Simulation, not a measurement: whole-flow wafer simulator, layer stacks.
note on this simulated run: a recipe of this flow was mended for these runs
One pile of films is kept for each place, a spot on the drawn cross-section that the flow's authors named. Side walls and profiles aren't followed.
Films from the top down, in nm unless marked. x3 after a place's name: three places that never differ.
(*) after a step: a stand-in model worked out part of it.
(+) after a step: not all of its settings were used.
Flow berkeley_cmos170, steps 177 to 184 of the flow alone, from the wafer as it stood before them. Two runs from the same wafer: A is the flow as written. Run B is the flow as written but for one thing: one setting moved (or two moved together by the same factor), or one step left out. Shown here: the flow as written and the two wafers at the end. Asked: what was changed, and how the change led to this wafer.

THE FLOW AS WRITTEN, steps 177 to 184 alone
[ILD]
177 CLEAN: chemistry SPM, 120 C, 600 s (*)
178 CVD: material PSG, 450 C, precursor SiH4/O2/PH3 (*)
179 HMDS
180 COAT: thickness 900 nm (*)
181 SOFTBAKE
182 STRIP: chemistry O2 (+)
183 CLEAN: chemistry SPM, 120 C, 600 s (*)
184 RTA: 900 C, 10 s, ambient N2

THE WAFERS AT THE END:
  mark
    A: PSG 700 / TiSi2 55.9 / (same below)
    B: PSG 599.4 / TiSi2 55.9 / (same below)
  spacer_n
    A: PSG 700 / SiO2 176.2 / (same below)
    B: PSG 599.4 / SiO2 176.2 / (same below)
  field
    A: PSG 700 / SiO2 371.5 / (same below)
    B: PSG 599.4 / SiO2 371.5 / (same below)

The cause: step 178, CVD: 427 C was run, where the flow has 450 C.

How the change led to this, step by step:
  178 CVD: material PSG, 450 C, precursor SiH4/O2/PH3 (*)
      field, mark, sd_n and 10 more: A PSG +700 (new film) | B PSG +599.4 (new film)
